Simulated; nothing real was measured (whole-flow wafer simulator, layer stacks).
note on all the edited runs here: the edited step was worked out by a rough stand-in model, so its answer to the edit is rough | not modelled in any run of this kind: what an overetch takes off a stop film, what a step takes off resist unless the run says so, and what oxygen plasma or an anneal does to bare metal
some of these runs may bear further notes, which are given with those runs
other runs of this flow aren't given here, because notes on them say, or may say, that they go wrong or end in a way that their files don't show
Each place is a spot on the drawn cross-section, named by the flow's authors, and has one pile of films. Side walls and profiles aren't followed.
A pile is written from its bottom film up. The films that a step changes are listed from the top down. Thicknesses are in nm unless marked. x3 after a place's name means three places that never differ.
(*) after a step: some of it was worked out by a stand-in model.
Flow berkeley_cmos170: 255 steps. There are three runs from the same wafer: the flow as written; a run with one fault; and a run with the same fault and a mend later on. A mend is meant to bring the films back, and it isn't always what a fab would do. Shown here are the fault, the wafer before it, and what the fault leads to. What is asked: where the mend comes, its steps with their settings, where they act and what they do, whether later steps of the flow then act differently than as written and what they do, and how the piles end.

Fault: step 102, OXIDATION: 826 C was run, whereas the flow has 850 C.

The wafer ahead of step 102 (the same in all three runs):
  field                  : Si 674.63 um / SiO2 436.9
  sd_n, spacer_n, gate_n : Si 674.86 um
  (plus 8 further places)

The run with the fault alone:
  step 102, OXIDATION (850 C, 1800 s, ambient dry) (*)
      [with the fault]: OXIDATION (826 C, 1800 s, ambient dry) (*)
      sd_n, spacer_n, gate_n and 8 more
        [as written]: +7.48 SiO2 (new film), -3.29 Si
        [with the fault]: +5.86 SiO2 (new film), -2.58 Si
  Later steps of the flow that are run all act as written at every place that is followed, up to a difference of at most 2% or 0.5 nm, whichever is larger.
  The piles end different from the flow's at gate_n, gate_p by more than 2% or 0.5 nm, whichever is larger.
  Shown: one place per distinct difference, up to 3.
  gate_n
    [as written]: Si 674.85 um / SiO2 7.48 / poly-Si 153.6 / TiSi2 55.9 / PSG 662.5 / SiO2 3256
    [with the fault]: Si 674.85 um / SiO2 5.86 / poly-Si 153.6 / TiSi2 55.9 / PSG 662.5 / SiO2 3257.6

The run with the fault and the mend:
  The mend stands after step 102.
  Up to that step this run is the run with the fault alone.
  step 102a, OXIDATION (850 C, 657 s, ambient dry) (*) (the flow's step 102 again, with other settings)
      sd_n, spacer_n, gate_n and 8 more
        +1.62 SiO2, -0.71 Si
      field
        +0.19 SiO2, -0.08 Si
  Later steps of the flow that are run all act as written at every place that is followed, up to a difference of at most 2% or 0.5 nm, whichever is larger.
  The piles end only slightly different from the flow's at the places that both follow, by no more than 2% or 0.5 nm, whichever is larger.
